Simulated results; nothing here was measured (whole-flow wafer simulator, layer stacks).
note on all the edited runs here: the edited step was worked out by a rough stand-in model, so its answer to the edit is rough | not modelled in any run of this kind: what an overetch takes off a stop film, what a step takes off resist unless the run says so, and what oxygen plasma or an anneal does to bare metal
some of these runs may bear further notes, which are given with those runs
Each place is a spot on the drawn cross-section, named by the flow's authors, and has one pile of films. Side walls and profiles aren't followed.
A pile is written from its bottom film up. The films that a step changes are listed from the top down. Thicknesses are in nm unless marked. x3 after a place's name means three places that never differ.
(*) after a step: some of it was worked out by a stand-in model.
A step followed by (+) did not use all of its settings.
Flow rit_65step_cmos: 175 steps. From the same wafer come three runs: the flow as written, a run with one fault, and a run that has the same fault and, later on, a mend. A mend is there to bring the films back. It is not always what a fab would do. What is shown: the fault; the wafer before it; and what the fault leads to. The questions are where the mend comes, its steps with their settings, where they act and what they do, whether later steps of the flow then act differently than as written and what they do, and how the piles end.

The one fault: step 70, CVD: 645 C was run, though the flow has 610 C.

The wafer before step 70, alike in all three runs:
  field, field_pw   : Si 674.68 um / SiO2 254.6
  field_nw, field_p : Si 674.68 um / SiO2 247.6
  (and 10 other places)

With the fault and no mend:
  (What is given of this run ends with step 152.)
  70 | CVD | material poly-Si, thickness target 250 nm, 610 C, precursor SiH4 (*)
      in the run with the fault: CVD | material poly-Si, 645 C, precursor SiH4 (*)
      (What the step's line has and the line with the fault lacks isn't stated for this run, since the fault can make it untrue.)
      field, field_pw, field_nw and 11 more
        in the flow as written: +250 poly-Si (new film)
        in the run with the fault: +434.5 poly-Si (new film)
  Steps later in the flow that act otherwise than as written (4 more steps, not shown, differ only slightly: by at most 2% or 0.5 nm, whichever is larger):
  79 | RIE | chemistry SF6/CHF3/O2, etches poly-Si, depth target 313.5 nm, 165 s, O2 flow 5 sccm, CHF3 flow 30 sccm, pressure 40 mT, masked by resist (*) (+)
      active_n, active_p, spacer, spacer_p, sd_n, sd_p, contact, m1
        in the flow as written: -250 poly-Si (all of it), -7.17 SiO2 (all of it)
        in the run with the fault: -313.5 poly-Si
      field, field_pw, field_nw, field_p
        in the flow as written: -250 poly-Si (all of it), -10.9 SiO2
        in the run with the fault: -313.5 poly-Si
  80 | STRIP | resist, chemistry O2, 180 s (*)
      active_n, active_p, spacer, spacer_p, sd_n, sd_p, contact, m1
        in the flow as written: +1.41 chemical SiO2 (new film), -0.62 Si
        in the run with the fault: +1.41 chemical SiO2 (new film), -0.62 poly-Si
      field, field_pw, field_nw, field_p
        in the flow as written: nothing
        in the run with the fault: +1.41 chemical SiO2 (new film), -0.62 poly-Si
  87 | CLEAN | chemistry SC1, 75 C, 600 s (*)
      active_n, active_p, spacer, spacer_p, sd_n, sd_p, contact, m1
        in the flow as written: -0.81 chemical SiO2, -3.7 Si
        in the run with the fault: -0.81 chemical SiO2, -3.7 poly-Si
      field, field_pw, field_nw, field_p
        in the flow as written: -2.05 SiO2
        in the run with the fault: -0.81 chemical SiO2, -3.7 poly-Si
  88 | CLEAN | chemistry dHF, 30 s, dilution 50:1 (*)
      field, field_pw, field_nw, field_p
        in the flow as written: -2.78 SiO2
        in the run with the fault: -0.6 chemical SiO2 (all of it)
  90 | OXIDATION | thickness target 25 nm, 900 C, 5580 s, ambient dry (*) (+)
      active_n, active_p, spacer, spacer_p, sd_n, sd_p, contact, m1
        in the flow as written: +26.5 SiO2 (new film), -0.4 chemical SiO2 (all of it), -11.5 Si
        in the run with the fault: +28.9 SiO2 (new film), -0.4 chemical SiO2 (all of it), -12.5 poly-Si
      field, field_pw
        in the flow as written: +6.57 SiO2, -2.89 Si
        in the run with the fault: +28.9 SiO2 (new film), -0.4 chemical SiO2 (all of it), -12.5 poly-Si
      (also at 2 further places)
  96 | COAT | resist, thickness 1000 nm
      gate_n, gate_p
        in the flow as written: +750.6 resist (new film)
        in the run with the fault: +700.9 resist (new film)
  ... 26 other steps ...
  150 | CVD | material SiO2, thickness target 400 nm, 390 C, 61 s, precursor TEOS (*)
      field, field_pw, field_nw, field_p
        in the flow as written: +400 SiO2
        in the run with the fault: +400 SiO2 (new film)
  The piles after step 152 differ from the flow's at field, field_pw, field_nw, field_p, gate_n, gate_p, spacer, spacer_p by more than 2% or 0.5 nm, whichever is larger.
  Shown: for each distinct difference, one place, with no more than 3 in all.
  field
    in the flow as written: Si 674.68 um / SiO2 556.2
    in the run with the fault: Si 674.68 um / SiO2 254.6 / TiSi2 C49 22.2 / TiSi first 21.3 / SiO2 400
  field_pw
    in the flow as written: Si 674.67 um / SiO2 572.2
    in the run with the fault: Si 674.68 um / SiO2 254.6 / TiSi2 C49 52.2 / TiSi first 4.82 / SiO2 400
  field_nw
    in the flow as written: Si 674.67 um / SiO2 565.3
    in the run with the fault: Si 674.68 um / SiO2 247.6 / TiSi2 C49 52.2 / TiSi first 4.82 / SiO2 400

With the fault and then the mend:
  The mend stands after step 71.
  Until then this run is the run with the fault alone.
  71a | ETCH | chemistry tmah, depth target 184.5 nm
      field, field_pw, field_nw and 11 more
        -184.5 poly-Si
  None of the later steps of the flow differs from how it acts as written, at any place that is followed, by more than 2% or 0.5 nm, whichever is larger.
  At the end the piles are close to the flow's at the places that both follow, differing by at most 2% or 0.5 nm, whichever is larger.
